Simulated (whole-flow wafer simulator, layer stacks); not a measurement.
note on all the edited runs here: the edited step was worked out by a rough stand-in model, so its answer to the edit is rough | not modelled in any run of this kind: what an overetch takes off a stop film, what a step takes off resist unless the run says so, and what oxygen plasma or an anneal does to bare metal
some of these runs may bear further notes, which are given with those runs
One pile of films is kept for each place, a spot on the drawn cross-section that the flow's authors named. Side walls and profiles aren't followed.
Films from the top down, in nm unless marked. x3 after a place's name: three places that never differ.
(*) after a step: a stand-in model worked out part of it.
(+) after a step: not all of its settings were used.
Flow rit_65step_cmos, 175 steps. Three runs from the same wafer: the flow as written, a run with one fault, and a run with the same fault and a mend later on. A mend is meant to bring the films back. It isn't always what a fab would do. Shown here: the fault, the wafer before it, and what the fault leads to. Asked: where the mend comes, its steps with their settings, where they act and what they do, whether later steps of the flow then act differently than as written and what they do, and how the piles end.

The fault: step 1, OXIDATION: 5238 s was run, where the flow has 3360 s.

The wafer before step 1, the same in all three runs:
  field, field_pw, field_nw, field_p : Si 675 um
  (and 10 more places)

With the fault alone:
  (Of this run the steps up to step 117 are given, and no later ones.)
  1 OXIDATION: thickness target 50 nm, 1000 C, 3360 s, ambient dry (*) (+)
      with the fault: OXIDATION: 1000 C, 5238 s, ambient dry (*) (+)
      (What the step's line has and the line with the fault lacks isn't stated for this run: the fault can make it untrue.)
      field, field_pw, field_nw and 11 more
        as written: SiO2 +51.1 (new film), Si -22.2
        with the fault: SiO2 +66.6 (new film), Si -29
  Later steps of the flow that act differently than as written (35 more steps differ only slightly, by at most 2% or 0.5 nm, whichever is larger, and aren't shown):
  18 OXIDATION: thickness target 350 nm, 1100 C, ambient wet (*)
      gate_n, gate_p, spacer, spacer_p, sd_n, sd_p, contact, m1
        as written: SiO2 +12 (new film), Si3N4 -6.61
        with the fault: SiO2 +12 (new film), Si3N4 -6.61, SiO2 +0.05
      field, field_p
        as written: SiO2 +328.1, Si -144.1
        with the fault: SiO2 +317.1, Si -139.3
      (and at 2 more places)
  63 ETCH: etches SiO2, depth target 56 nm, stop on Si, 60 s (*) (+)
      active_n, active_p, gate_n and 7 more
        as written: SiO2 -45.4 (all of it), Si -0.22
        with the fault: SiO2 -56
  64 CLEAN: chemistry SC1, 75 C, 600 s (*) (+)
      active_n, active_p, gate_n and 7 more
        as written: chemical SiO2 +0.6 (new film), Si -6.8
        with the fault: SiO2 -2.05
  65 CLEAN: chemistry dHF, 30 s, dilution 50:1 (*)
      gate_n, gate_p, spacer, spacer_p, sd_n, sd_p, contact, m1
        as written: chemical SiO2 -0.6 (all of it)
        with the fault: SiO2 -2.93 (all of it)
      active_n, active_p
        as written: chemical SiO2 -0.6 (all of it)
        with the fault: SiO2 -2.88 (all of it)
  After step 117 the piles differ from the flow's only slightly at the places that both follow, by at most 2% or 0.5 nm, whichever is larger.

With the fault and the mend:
  The mend comes after step 2.
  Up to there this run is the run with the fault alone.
  2a ETCH: depth target 77 nm, 21.5 C, 85 s
      field, field_pw, field_nw and 11 more
        SiO2 -66.6 (all of it)
  2b CLEAN: chemistry SC2, 75 C, 600 s
      field, field_pw, field_nw and 11 more
        chemical SiO2 +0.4 (new film), Si -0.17
  2c OXIDATION: 1000 C, 3360 s, ambient dry (*) (the flow's step 1 once more, with other settings)
      field, field_pw, field_nw and 11 more
        SiO2 +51 (new film), chemical SiO2 -0.4 (all of it), Si -22.3
  Later steps of the flow that act differently than as written (17 more steps differ only slightly, by at most 2% or 0.5 nm, whichever is larger, and aren't shown):
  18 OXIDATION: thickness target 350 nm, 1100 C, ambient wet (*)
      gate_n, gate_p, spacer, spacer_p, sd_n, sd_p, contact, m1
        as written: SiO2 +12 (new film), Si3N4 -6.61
        with the mend: SiO2 +12 (new film), Si3N4 -6.61, SiO2 +0.03
  At the end the piles differ from the flow's only slightly at the places that both follow, by at most 2% or 0.5 nm, whichever is larger.
